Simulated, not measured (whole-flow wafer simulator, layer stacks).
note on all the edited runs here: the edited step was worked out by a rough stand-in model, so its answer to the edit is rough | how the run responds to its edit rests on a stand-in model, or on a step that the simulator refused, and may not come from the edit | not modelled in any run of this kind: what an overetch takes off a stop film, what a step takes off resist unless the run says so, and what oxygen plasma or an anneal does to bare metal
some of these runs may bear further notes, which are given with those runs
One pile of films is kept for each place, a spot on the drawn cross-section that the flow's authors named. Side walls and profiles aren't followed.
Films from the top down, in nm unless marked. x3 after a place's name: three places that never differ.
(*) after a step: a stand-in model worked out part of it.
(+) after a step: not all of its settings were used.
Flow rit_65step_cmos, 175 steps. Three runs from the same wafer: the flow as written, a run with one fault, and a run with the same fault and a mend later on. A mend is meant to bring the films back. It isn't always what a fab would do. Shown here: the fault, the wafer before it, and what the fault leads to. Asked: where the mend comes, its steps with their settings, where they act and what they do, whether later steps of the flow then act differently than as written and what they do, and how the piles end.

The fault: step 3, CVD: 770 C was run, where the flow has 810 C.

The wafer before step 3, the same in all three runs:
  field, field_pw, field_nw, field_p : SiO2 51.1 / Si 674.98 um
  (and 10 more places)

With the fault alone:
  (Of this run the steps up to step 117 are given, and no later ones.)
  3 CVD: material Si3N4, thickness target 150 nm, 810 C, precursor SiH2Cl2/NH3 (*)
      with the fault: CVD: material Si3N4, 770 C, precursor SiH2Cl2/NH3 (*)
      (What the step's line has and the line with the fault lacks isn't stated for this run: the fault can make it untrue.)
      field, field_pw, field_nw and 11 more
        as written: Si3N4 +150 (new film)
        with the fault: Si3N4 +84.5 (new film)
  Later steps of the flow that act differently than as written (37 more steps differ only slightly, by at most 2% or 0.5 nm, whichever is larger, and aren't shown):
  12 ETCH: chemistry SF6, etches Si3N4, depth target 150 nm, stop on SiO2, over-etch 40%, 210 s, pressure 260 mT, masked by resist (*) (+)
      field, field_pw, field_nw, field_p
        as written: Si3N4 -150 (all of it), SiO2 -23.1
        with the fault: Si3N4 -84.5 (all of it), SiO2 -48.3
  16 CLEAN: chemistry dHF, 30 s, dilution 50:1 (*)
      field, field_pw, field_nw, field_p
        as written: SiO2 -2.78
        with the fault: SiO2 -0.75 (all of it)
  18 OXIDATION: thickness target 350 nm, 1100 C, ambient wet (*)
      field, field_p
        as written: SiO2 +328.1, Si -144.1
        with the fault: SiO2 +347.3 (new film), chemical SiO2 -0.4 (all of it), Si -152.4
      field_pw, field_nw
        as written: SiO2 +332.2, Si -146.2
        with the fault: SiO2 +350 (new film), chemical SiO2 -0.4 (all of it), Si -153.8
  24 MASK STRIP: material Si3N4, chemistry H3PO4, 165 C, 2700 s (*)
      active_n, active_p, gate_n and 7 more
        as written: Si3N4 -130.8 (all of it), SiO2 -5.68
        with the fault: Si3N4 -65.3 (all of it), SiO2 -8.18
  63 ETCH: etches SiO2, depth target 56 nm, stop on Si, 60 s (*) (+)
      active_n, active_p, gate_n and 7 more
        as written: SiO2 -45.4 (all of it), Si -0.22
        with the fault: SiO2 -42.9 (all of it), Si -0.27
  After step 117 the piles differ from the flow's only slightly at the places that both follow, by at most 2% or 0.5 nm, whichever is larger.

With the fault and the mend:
  The mend comes after step 11.
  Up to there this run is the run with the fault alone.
  11a STRIP: resist, chemistry O2, 180 s (*)
      active_n, active_p, gate_n and 7 more
        resist -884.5 (all of it)
  11b CLEAN: chemistry SC2, 75 C, 600 s
      changes no film at any place that is followed
  11c CVD: material Si3N4, thickness target 66 nm, 810 C, 655 s, precursor SiH2Cl2/NH3 (*) (the flow's step 3 once more, with other settings)
      field, field_pw, field_nw and 11 more
        Si3N4 +66
  11d HMDS: 140 C, 60 s (the flow's step 5 once more)
      changes no film at any place that is followed
  11e COAT: resist, thickness 1000 nm (the flow's step 6 once more)
      field, field_pw, field_nw and 11 more
        resist +1000 (new film)
  11f SOFTBAKE: resist, 90 C, 60 s (the flow's step 7 once more)
      changes no film at any place that is followed
  11g EXPOSE: photomask M1, dose 225 mJ/cm2, NA 0.6, wavelength 365 nm (the flow's step 8 once more)
      changes no film at any place that is followed
  11h PEB: resist, 110 C, 60 s (the flow's step 9 once more)
      field, field_pw, field_nw and 11 more
        resist -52
  11i DEVELOP: resist, thickness 1000 nm, 50 s (the flow's step 10 once more)
      field, field_pw, field_nw, field_p
        resist -948 (all of it)
  11j HARDBAKE: resist, 140 C, 60 s (the flow's step 11 once more)
      active_n, active_p, gate_n and 7 more
        resist -63.5
  No later step of the flow acts differently than as written, at any place that is followed, by more than 2% or 0.5 nm, whichever is larger.
  At the end the piles differ from the flow's only slightly at the places that both follow, by at most 2% or 0.5 nm, whichever is larger.
